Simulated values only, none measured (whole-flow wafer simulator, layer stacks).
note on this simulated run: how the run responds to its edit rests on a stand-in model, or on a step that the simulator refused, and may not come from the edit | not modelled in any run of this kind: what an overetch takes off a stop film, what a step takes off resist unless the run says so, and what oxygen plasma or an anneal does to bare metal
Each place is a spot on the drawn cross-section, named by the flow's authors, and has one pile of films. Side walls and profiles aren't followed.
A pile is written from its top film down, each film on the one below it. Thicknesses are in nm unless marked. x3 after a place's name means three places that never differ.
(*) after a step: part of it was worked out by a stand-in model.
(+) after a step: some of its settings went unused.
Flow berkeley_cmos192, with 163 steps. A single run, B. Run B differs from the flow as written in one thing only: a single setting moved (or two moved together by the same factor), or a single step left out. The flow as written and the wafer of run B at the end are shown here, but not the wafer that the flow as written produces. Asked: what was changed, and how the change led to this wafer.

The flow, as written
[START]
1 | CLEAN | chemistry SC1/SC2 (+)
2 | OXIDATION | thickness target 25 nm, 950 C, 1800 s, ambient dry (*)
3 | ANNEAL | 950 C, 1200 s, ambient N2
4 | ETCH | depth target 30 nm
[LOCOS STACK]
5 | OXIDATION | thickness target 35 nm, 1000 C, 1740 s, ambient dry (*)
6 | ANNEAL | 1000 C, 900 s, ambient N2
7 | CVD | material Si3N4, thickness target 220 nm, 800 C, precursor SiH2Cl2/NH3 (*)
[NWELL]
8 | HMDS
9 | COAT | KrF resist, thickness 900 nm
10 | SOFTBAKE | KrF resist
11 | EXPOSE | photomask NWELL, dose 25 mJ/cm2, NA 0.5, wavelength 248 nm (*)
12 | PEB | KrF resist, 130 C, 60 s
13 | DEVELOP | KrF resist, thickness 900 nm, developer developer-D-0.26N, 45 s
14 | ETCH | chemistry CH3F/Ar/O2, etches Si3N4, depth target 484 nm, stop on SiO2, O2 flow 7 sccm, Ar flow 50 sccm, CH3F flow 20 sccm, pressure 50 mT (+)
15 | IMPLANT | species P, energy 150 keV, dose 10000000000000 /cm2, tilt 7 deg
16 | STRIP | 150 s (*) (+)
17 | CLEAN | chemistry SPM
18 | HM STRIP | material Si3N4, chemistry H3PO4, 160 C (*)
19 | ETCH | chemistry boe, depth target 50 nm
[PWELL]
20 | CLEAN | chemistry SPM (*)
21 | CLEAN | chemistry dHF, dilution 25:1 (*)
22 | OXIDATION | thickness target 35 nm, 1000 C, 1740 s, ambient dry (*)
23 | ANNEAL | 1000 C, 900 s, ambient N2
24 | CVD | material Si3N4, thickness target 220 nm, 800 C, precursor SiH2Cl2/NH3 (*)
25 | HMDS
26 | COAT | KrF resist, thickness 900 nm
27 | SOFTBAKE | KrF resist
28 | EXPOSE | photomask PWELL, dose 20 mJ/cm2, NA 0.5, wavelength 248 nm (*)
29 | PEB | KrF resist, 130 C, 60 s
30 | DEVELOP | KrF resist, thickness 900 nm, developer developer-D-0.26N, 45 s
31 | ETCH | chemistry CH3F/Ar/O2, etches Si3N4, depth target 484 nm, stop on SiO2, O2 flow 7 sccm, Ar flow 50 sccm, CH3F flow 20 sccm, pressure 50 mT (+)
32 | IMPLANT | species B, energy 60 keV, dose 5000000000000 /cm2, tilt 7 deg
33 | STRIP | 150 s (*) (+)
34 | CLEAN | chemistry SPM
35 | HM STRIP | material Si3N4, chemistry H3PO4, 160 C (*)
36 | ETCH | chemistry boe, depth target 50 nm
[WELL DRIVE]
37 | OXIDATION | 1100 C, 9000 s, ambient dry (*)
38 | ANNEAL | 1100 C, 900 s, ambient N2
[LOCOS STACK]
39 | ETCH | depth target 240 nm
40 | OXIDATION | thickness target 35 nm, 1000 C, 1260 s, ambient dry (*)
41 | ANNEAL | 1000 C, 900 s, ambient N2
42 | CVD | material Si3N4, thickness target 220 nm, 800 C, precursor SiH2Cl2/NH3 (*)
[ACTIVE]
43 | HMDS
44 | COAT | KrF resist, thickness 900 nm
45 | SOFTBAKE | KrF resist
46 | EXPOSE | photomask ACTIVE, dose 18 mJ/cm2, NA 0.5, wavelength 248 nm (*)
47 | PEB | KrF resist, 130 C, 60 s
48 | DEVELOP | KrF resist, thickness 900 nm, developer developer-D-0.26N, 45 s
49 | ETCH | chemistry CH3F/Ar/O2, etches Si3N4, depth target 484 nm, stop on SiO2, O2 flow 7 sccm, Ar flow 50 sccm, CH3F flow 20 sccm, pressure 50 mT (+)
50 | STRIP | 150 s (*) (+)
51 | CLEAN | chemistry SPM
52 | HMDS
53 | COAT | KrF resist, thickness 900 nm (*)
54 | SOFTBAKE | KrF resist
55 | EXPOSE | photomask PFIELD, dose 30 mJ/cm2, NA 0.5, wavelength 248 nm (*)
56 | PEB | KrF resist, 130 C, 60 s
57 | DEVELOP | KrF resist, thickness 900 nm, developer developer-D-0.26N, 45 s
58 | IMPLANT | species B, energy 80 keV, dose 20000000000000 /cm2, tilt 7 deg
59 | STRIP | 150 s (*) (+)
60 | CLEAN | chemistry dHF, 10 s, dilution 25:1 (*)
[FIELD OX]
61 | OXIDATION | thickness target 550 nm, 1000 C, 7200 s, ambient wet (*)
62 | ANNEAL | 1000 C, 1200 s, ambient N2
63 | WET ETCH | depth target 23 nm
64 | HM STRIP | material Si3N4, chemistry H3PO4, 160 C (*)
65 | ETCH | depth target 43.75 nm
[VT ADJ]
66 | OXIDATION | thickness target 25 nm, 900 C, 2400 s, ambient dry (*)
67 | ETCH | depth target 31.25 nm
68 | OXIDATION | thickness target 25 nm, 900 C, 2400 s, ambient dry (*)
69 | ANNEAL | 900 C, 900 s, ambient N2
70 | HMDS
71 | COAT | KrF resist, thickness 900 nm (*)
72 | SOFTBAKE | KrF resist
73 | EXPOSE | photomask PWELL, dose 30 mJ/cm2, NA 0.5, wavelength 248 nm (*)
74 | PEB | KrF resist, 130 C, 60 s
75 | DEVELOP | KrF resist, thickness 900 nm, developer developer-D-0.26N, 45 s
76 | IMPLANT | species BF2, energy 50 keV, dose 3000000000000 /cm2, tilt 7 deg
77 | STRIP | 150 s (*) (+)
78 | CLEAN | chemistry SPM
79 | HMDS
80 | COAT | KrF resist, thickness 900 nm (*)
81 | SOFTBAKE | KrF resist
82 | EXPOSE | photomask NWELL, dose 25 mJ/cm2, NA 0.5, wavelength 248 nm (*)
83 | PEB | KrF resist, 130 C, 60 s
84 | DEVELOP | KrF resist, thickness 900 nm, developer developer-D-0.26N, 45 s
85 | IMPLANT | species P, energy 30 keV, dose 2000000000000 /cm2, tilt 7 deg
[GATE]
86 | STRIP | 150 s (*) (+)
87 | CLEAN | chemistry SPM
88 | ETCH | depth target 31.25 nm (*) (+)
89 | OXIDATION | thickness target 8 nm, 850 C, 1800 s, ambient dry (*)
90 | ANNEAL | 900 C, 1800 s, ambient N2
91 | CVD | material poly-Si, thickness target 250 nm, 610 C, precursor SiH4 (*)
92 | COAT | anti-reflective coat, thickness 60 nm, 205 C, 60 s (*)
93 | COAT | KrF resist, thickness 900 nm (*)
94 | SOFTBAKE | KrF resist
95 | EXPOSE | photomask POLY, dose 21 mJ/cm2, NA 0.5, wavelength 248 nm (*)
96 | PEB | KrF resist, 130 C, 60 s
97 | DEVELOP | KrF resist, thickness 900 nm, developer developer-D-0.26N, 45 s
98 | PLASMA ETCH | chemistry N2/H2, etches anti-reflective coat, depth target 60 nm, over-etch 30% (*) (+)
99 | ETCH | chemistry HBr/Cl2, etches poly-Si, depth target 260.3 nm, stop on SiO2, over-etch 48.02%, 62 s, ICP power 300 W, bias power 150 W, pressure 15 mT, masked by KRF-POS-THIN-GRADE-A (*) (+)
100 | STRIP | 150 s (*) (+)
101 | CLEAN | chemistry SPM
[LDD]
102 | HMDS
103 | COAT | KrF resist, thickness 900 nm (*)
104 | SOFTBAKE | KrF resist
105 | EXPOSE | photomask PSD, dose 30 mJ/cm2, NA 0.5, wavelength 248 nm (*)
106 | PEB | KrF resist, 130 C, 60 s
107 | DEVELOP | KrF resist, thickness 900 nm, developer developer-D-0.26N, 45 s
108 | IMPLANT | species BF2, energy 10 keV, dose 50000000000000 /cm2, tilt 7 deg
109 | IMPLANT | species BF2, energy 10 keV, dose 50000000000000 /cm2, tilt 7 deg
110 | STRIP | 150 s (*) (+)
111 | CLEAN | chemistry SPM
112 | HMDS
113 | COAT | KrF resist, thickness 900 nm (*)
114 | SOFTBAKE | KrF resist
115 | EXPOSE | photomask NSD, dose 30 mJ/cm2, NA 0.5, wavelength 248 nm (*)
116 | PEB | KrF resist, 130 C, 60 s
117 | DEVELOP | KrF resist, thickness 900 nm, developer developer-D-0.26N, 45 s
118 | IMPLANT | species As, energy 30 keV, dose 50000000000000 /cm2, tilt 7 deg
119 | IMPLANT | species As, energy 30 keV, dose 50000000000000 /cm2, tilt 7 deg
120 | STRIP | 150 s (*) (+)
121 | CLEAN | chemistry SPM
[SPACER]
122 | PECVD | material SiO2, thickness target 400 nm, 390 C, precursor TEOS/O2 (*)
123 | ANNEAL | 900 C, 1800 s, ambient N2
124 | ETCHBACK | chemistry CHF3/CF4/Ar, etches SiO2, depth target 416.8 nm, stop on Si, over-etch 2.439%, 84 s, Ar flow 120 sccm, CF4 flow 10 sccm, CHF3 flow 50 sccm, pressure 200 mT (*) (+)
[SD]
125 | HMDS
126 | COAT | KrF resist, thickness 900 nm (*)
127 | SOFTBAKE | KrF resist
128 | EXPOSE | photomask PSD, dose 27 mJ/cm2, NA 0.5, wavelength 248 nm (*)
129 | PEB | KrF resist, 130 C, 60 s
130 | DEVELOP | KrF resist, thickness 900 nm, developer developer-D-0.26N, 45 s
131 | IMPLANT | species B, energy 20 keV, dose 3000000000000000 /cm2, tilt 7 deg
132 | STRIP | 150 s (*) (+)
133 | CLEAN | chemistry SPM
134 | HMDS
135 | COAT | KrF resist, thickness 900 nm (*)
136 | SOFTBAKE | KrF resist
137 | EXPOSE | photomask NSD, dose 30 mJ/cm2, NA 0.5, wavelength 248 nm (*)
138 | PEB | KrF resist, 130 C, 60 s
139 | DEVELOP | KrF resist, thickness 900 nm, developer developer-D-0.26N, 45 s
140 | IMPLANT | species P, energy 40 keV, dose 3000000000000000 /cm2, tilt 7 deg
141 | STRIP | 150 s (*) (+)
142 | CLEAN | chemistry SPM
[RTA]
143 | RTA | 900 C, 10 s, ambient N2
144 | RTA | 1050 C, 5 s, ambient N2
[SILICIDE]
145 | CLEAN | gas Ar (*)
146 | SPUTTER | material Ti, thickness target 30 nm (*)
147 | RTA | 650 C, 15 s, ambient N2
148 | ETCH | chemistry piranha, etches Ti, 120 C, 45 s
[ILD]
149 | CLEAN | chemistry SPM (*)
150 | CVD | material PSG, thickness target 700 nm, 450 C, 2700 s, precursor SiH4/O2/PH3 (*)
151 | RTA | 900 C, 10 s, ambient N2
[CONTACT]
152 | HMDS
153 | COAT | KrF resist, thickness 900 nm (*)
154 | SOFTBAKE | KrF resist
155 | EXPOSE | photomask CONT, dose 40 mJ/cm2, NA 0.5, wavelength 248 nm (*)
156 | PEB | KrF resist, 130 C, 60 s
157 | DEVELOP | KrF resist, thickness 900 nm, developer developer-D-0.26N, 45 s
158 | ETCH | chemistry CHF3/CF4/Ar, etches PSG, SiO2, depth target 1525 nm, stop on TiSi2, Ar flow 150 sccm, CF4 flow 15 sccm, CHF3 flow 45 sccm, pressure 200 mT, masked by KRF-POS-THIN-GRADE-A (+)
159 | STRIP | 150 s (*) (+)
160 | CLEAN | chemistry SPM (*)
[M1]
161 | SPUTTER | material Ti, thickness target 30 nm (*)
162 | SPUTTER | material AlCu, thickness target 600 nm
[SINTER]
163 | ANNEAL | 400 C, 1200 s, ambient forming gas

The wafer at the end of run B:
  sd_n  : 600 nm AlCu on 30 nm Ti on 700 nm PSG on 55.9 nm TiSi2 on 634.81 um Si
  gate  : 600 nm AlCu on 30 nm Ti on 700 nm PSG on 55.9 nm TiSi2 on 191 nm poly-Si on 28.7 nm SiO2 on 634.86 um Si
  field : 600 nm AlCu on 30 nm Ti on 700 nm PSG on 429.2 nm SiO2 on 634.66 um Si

The reason: step 39, ETCH: depth target 90 nm was run, while the flow as written has depth target 240 nm.

How this came from the change, step by step:
  39 | ETCH | depth target 240 nm
      field, sd_n, spacer_n and 6 more: SiO2 loses 90 (as written it would have been: SiO2 loses 197.6 (all of it))
  40 | OXIDATION | thickness target 35 nm, 1000 C, 1260 s, ambient dry (*)
      field, sd_n, spacer_n and 6 more: SiO2 gains 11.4, Si loses 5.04 (as written it would have been: SiO2 gains 26.6 (new film), Si loses 11.7)
  61 | OXIDATION | thickness target 550 nm, 1000 C, 7200 s, ambient wet (*)
      sd_n, sd_p: SiO2 gains 12.1 (new film), Si3N4 loses 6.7 (as written it would have been: SiO2 gains 12.1 (new film), Si3N4 loses 6.7, SiO2 gains 0.06, Si loses 0.06)
      gate: SiO2 gains 12.1 (new film), Si3N4 loses 6.7 (as written it would have been: SiO2 gains 12.1 (new film), Si3N4 loses 6.7, SiO2 gains 0.05, Si loses 0.05)
      (as well as at 1 more place)
  65 | ETCH | depth target 43.75 nm
      sd_n, spacer_n, gate, sd_p, spacer_p, gate_p, contact, m1: SiO2 loses 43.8 (as written it would have been: SiO2 loses 24.6 (all of it))
  66 | OXIDATION | thickness target 25 nm, 900 C, 2400 s, ambient dry (*)
      sd_n, spacer_n, gate, sd_p, spacer_p, gate_p, contact, m1: SiO2 gains 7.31, Si loses 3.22 (as written it would have been: SiO2 gains 14.9 (new film), Si loses 6.57)
  67 | ETCH | depth target 31.25 nm
      sd_n, spacer_n, gate, sd_p, spacer_p, gate_p, contact, m1: SiO2 loses 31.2 (as written it would have been: SiO2 loses 14.9 (all of it))
  68 | OXIDATION | thickness target 25 nm, 900 C, 2400 s, ambient dry (*)
      sd_n, spacer_n, gate, sd_p, spacer_p, gate_p, contact, m1: SiO2 gains 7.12, Si loses 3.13 (as written it would have been: SiO2 gains 14.9 (new film), Si loses 6.57)
  88 | ETCH | depth target 31.25 nm (*) (+)
      sd_n, spacer_n, gate, sd_p, spacer_p, gate_p, contact, m1: SiO2 loses 31.3 (as written it would have been: SiO2 loses 14.9 (all of it))
  89 | OXIDATION | thickness target 8 nm, 850 C, 1800 s, ambient dry (*)
      sd_n, spacer_n, gate, sd_p, spacer_p, gate_p, contact, m1: SiO2 gains 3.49, Si loses 1.54 (as written it would have been: SiO2 gains 7.48 (new film), Si loses 3.29)
  92 | COAT | anti-reflective coat, thickness 60 nm, 205 C, 60 s (*)
      sd_n: anti-reflective coat gains 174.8 (new film) (as written it would have been: anti-reflective coat gains 152.4 (new film))
      spacer_n: anti-reflective coat gains 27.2 (new film) (as written it would have been: anti-reflective coat gains 33.8 (new film))
      (as well as at 6 more places)
  93 | COAT | KrF resist, thickness 900 nm (*)
      spacer_n: KrF resist gains 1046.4 (new film) (as written it would have been: KrF resist gains 1021.2 (new film))
      gate: KrF resist gains 1049.3 (new film) (as written it would have been: KrF resist gains 1023.8 (new film))
  97 | DEVELOP | KrF resist, thickness 900 nm, developer developer-D-0.26N, 45 s
      spacer_n: KrF resist loses 1044.6 (all of it) (as written it would have been: KrF resist loses 1019.5 (all of it))
  98 | PLASMA ETCH | chemistry N2/H2, etches anti-reflective coat, depth target 60 nm, over-etch 30% (*) (+)
      field: anti-reflective coat loses 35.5 (all of it), poly-Si loses 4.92 (as written it would have been: anti-reflective coat loses 35.3 (all of it), poly-Si loses 4.18)
      sd_n: anti-reflective coat loses 174.8 (all of it), poly-Si loses 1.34 (as written it would have been: anti-reflective coat loses 152.4 (all of it), poly-Si loses 1.17)
      (as well as at 5 more places)
  100 | STRIP | 150 s (*) (+)
      gate: chemical SiO2 gains 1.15 (new film), KrF resist loses 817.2 (all of it), anti-reflective coat loses 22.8 (all of it), poly-Si loses 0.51 (as written it would have been: chemical SiO2 gains 1.15 (new film), KrF resist loses 791.8 (all of it), anti-reflective coat loses 30 (all of it), poly-Si loses 0.51)
      gate_p: chemical SiO2 gains 1.15 (new film), KrF resist loses 781.1 (all of it), anti-reflective coat loses 26.4 (all of it), poly-Si loses 0.51 (as written it would have been: chemical SiO2 gains 1.15 (new film), KrF resist loses 765.1 (all of it), anti-reflective coat loses 31 (all of it), poly-Si loses 0.51)
  124 | ETCHBACK | chemistry CHF3/CF4/Ar, etches SiO2, depth target 416.8 nm, stop on Si, over-etch 2.439%, 84 s, Ar flow 120 sccm, CF4 flow 10 sccm, CHF3 flow 50 sccm, pressure 200 mT (*) (+)
      sd_n: SiO2 loses 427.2 (all of it) (as written it would have been: SiO2 loses 406 (all of it))
      sd_p: SiO2 loses 410.4 (all of it) (as written it would have been: SiO2 loses 391.4 (all of it))
      (as well as at 2 more places)
  126 | COAT | KrF resist, thickness 900 nm (*)
      sd_n: KrF resist gains 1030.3 (new film) (as written it would have been: KrF resist gains 999.7 (new film))
      sd_p: KrF resist gains 1031.5 (new film) (as written it would have been: KrF resist gains 1006.2 (new film))
      (as well as at 2 more places)
  ... another 12 steps ...
  162 | SPUTTER | material AlCu, thickness target 600 nm
      sd_p: AlCu gains 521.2 (new film) (as written it would have been: AlCu gains 551.2 (new film))
